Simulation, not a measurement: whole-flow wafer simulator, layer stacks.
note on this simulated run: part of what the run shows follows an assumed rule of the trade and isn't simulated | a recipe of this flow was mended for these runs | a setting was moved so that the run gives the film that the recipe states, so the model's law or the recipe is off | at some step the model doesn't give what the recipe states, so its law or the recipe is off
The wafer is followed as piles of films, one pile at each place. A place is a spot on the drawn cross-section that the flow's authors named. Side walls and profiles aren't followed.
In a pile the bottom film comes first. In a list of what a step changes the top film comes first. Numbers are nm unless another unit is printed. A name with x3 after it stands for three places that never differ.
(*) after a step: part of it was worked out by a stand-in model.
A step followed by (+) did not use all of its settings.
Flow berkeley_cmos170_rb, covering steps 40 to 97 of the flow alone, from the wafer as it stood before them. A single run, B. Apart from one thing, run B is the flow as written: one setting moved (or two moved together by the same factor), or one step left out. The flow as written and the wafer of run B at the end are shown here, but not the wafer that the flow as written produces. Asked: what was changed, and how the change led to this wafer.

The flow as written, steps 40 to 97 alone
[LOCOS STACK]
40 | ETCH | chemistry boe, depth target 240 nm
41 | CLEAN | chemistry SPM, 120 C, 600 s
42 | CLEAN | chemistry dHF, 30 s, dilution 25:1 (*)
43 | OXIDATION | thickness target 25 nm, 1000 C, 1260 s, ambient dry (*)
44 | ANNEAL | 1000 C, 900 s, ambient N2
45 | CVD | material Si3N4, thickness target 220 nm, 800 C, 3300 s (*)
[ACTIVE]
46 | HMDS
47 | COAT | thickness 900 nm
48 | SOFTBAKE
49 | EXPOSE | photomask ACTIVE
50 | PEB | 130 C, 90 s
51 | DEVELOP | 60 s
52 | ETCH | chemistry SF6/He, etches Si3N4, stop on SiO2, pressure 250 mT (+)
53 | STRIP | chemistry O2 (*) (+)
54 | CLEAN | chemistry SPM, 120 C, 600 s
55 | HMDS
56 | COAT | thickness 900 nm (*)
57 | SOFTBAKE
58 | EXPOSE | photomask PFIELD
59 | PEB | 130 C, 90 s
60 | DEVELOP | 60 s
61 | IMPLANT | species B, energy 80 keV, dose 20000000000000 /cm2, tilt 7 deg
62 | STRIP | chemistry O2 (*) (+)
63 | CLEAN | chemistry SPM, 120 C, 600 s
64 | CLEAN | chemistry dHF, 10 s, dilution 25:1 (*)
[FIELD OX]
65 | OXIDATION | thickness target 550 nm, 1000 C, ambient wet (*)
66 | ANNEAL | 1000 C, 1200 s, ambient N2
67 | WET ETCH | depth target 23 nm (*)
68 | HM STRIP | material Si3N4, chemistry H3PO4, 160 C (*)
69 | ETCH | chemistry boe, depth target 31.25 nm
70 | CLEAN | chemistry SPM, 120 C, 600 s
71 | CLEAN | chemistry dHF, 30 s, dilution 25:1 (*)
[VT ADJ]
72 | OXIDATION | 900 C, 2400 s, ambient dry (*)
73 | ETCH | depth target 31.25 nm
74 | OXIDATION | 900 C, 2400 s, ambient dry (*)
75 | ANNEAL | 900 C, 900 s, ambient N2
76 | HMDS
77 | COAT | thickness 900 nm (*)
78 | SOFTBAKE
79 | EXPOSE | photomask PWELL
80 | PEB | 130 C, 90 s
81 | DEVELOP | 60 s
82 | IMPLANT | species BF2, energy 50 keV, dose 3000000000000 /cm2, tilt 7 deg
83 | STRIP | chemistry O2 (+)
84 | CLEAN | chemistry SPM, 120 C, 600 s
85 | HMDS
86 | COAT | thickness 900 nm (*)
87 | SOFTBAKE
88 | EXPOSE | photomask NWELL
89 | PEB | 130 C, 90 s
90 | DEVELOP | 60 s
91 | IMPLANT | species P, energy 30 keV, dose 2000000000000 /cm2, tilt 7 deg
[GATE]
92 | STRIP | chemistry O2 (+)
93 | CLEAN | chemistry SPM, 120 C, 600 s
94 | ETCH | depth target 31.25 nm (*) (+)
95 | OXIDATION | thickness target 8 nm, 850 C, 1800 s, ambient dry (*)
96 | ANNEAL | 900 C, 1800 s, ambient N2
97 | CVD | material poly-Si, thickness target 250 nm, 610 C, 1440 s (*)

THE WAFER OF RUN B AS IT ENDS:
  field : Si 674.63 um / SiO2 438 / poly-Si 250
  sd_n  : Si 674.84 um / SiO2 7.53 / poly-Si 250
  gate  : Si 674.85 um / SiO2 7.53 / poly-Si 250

Cause: step 45, CVD: 1320 s was run, while the flow as written has 3300 s.

The path from the change to this, step by step:
  45 | CVD | material Si3N4, thickness target 220 nm, 800 C, 3300 s (*)
      field, sd_n, spacer_n and 6 more: Si3N4 gains 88 (new film) (it would be, as written: Si3N4 gains 220 (new film))
  52 | ETCH | chemistry SF6/He, etches Si3N4, stop on SiO2, pressure 250 mT (+)
      sd_n, spacer_n, gate, sd_p, spacer_p, gate_p, contact, m1: KrF-resist loses 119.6 (it would be, as written: KrF-resist loses 263)
      field: Si3N4 loses 88 (all of it), SiO2 loses 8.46 (it would be, as written: Si3N4 loses 220 (all of it), SiO2 loses 8.46)
  53 | STRIP | chemistry O2 (*) (+)
      sd_n, spacer_n, gate, sd_p, spacer_p, gate_p, contact, m1: KrF-resist loses 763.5 (all of it) (it would be, as written: KrF-resist loses 620 (all of it))
  56 | COAT | thickness 900 nm (*)
      field: KrF-resist gains 926.2 (new film) (it would be, as written: KrF-resist gains 962.5 (new film))
      sd_n: KrF-resist gains 850 (new film) (it would be, as written: KrF-resist gains 782.7 (new film))
      (also at 7 further places)
  60 | DEVELOP | 60 s
      field: KrF-resist loses 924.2 (all of it) (it would be, as written: KrF-resist loses 960.3 (all of it))
  62 | STRIP | chemistry O2 (*) (+)
      sd_n: KrF-resist loses 833.2 (all of it) (it would be, as written: KrF-resist loses 766.1 (all of it))
      spacer_n: KrF-resist loses 845.9 (all of it) (it would be, as written: KrF-resist loses 799.5 (all of it))
      (also at 6 further places)
  65 | OXIDATION | thickness target 550 nm, 1000 C, ambient wet (*)
      gate: SiO2 gains 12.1 (new film), Si3N4 loses 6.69 (it would be, as written: SiO2 gains 12.1 (new film), Si3N4 loses 6.69, SiO2 gains 0.05, Si loses 0.05)
      sd_n: SiO2 gains 12.1 (new film), Si3N4 loses 6.69, SiO2 gains 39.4, Si loses 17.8 (it would be, as written: SiO2 gains 12.1 (new film), Si3N4 loses 6.69, SiO2 gains 1.54, Si loses 0.56)
      (also at 1 further place)
  68 | HM STRIP | material Si3N4, chemistry H3PO4, 160 C (*)
      sd_n, spacer_n, gate, sd_p, spacer_p, gate_p, contact, m1: Si3N4 loses 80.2 (all of it), SiO2 loses 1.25 (it would be, as written: Si3N4 loses 212.2 (all of it), SiO2 loses 3.32)
      field: SiO2 loses 3.76 (it would be, as written: SiO2 loses 9.95)
  69 | ETCH | chemistry boe, depth target 31.25 nm
      sd_n: SiO2 loses 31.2 (it would be, as written: SiO2 loses 24.8 (all of it))
      sd_p: SiO2 loses 31.2 (it would be, as written: SiO2 loses 23.3 (all of it))
      (also at 6 further places)
  70 | CLEAN | chemistry SPM, 120 C, 600 s
      sd_n, sd_p: nothing (it would be, as written: chemical SiO2 gains 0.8 (new film), Si loses 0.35)
  71 | CLEAN | chemistry dHF, 30 s, dilution 25:1 (*)
      sd_n: SiO2 loses 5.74 (it would be, as written: chemical SiO2 loses 0.8 (all of it))
      sd_p: SiO2 loses 2.89 (all of it) (it would be, as written: chemical SiO2 loses 0.8 (all of it))
  72 | OXIDATION | 900 C, 2400 s, ambient dry (*)
      sd_n: SiO2 gains 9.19, Si loses 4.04 (it would be, as written: SiO2 gains 15 (new film), Si loses 6.62)
  73 | ETCH | depth target 31.25 nm
      sd_n: SiO2 loses 31.2 (it would be, as written: SiO2 loses 15 (all of it))
  74 | OXIDATION | 900 C, 2400 s, ambient dry (*)
      sd_n: SiO2 gains 11.2, Si loses 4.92 (it would be, as written: SiO2 gains 15 (new film), Si loses 6.62)
  94 | ETCH | depth target 31.25 nm (*) (+)
      sd_n: SiO2 loses 16.8 (all of it) (it would be, as written: SiO2 loses 15 (all of it))
